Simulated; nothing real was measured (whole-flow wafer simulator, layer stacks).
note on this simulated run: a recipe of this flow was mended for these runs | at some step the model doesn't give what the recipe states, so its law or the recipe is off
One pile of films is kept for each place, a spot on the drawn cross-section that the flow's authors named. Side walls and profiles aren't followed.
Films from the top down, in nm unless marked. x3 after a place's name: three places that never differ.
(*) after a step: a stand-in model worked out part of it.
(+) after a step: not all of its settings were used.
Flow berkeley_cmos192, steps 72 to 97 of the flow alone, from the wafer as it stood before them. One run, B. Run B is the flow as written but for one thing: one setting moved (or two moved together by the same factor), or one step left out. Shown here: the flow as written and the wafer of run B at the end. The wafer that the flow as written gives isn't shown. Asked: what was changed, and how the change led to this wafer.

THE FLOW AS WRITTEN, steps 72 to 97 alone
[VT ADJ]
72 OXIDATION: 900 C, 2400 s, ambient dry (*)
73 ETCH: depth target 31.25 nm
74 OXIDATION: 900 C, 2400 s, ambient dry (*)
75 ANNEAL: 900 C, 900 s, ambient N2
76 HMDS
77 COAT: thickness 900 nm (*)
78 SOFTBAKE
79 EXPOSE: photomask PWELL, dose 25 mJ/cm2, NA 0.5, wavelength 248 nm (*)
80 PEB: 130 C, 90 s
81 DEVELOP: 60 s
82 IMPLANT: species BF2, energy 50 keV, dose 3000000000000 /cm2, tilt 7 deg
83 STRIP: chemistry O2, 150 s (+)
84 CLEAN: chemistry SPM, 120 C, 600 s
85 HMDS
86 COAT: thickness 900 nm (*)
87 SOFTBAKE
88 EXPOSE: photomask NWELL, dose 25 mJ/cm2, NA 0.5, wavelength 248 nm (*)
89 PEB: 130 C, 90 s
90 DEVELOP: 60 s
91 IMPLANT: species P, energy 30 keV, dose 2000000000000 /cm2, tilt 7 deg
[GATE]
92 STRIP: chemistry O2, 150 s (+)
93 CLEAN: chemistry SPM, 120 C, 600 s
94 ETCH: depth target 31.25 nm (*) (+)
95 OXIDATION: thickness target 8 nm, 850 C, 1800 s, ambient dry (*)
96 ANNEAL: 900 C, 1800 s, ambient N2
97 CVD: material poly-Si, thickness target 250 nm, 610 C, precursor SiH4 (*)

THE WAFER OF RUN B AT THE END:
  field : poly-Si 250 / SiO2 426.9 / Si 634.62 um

The cause: step 94, ETCH: depth target 20 nm was run, where the flow has depth target 31.25 nm.

How the change led to this, step by step:
  94 ETCH: depth target 31.25 nm (*) (+)
      field: SiO2 -20 (as written it would be: SiO2 -31.2)
